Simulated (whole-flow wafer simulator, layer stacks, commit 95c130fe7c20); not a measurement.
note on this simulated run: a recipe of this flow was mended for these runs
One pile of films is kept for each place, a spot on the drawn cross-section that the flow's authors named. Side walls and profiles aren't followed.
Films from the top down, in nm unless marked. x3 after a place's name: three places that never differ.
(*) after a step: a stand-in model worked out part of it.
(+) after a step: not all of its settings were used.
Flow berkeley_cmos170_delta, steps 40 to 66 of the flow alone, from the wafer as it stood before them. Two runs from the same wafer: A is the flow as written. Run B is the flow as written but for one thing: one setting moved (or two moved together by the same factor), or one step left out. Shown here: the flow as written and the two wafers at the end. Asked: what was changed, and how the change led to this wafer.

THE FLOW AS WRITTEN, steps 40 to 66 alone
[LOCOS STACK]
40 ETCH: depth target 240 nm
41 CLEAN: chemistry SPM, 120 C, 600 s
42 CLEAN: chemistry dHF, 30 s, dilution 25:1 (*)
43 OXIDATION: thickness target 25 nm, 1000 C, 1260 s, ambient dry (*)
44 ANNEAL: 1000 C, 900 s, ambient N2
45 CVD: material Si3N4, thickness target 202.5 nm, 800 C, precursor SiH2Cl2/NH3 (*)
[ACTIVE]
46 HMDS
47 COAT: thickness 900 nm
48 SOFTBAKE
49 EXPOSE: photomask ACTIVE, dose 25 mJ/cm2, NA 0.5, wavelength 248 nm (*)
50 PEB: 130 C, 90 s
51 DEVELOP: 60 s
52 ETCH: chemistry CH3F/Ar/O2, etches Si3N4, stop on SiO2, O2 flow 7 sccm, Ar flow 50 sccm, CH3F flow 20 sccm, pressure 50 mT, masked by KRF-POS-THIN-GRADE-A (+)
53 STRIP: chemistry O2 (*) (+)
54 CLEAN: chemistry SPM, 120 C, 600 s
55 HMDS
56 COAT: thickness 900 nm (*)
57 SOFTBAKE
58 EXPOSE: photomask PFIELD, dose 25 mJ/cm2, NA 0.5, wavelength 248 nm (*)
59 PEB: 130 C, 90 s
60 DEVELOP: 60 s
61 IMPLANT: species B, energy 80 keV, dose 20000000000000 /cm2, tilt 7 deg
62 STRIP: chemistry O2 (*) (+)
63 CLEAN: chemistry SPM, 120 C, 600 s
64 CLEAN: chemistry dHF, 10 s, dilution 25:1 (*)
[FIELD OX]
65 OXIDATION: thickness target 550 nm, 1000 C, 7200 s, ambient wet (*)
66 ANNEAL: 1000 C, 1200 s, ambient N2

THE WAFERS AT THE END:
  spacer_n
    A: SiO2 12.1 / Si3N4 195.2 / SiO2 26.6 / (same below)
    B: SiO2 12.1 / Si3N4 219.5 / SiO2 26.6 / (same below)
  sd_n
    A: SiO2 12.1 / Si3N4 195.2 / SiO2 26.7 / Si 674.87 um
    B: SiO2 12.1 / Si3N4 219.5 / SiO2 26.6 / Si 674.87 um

The cause: step 45, CVD: thickness target 226.8 nm was run, where the flow has thickness target 202.5 nm.

How the change led to this, step by step:
  45 CVD: material Si3N4, thickness target 202.5 nm, 800 C, precursor SiH2Cl2/NH3 (*)
      field, sd_n, spacer_n and 6 more: A Si3N4 +202.5 (new film) | B Si3N4 +226.8 (new film)
  52 ETCH: chemistry CH3F/Ar/O2, etches Si3N4, stop on SiO2, O2 flow 7 sccm, Ar flow 50 sccm, CH3F flow 20 sccm, pressure 50 mT, masked by KRF-POS-THIN-GRADE-A (+)
      sd_n, spacer_n, gate, sd_p, spacer_p, gate_p, contact, m1: A KrF-resist -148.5 | B KrF-resist -164.7
      field: A Si3N4 -202.5 (all of it), SiO2 -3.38 | B Si3N4 -226.8 (all of it), SiO2 -3.38
  53 STRIP: chemistry O2 (*) (+)
      sd_n, spacer_n, gate, sd_p, spacer_p, gate_p, contact, m1: A KrF-resist -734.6 (all of it) | B KrF-resist -718.4 (all of it)
  65 OXIDATION: thickness target 550 nm, 1000 C, 7200 s, ambient wet (*)
      sd_n, sd_p: A SiO2 +12.1 (new film), Si3N4 -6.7, SiO2 +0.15, Si -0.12 | B SiO2 +12.1 (new film), Si3N4 -6.7
